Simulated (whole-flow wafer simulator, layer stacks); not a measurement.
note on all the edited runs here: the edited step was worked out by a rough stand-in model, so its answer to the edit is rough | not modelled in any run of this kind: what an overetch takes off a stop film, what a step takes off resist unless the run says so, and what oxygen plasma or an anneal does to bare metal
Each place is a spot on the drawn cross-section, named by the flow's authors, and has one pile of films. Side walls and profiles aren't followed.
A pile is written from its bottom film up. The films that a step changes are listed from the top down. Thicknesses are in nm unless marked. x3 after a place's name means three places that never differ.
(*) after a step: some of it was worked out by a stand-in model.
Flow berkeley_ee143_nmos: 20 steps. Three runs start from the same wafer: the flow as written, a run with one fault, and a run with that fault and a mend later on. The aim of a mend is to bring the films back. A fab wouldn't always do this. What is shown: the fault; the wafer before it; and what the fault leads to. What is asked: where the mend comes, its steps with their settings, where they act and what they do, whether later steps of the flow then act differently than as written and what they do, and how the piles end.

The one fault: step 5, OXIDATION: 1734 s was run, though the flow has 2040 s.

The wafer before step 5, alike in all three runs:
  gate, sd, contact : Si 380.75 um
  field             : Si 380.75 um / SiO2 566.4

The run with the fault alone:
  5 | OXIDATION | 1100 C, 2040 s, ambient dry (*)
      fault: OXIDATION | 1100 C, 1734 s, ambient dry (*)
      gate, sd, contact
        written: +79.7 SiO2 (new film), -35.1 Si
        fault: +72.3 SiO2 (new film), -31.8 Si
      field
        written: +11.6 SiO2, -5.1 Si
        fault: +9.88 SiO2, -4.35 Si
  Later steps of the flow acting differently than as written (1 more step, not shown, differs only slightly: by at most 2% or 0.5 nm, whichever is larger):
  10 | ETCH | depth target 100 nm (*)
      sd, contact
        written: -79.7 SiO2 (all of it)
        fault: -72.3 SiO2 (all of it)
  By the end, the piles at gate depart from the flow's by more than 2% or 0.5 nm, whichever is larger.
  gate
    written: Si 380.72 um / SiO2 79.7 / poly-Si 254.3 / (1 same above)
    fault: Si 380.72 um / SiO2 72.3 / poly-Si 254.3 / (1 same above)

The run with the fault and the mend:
  The mend follows step 5.
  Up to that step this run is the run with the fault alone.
  5a | OXIDATION | 1100 C, 306 s, ambient dry (*) (a further turn of the flow's step 5, with different settings)
      gate, sd, contact
        +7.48 SiO2, -3.29 Si
      field
        +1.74 SiO2, -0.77 Si
  Later steps of the flow that are run all act as written at every place that is followed, up to a difference of at most 2% or 0.5 nm, whichever is larger.
  When the end is reached, the piles differ only a little from the flow's at the places that both follow, at most by 2% or 0.5 nm, whichever is larger.
